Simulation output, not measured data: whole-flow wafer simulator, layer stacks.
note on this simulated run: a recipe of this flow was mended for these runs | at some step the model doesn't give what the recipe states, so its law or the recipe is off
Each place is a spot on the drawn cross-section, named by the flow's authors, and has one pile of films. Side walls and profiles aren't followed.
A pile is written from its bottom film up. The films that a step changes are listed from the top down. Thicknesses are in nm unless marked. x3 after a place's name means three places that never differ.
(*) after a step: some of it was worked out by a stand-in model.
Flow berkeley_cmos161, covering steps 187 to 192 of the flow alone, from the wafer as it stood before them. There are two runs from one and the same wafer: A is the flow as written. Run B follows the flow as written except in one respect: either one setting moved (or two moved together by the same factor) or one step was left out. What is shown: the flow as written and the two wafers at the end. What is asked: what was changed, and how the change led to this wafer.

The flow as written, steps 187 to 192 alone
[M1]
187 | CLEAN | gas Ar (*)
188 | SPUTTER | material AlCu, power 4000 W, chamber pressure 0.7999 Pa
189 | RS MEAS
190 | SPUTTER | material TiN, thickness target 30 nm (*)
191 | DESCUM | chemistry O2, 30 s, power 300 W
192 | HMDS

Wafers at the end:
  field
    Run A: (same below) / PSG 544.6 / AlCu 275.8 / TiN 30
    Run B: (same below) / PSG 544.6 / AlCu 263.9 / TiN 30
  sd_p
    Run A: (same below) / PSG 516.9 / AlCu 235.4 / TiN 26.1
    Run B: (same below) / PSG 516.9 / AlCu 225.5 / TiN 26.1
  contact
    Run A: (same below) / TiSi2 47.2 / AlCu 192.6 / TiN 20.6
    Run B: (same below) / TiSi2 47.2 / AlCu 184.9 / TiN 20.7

Cause: step 188, SPUTTER: chamber pressure 0.8959 Pa was run, while the flow as written has chamber pressure 0.7999 Pa.

Step by step, how the change led to this:
  188 | SPUTTER | material AlCu, power 4000 W, chamber pressure 0.7999 Pa
      field, sd_n, spacer_n, gate_n, spacer_p, gate_p, m1: A AlCu gains 275.8 (new film) | B AlCu gains 263.9 (new film)
      sd_p: A AlCu gains 235.4 (new film) | B AlCu gains 225.5 (new film)
      (and at 1 other place as well)
